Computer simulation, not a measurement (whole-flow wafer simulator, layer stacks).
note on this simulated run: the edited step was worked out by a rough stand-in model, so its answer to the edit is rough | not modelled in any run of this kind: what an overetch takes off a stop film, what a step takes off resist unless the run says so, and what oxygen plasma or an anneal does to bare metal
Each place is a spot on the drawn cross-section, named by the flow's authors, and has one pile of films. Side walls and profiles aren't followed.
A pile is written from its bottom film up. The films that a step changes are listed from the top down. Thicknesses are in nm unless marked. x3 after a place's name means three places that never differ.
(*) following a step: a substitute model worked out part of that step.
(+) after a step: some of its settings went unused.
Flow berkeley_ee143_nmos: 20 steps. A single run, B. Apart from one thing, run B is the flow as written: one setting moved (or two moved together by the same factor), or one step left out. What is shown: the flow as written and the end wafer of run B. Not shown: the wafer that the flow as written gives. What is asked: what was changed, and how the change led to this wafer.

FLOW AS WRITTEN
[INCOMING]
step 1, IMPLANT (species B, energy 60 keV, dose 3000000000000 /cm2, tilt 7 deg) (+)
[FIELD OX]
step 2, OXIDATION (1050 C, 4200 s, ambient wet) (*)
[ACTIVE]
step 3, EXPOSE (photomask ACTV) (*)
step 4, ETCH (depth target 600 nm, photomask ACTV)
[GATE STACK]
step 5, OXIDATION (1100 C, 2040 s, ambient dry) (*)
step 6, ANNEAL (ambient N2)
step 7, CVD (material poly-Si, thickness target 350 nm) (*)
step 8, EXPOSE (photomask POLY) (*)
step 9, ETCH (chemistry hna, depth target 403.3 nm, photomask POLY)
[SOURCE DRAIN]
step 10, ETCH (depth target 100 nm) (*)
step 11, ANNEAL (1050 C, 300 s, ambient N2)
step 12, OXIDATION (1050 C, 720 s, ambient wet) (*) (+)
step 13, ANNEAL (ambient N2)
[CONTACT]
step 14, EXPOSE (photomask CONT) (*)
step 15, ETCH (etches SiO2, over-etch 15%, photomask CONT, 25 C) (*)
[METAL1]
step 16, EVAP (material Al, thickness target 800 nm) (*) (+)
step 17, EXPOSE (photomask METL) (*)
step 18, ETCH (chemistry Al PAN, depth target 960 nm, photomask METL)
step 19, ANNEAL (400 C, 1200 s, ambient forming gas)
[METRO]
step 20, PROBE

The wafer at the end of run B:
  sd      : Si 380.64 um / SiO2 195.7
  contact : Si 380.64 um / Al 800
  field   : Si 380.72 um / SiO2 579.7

Cause: step 10, ETCH: depth target 64 nm was run, whereas the flow has depth target 100 nm.

Step by step, how the change led to this:
  step 10, ETCH (depth target 100 nm) (*)
      sd, contact: SiO2 loses 64 (it would be, as written: SiO2 loses 79.7 (all of it))
      field: SiO2 loses 64 (it would be, as written: SiO2 loses 100)
  step 12, OXIDATION (1050 C, 720 s, ambient wet) (*) (+)
      sd, contact: SiO2 gains 180.1, Si loses 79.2 (it would be, as written: SiO2 gains 189.4 (new film), Si loses 83.4)
      field: SiO2 gains 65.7, Si loses 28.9 (it would be, as written: SiO2 gains 69.1, Si loses 30.4)
  step 15, ETCH (etches SiO2, over-etch 15%, photomask CONT, 25 C) (*)
      contact: SiO2 loses 195.7 (all of it) (it would be, as written: SiO2 loses 189.4 (all of it))
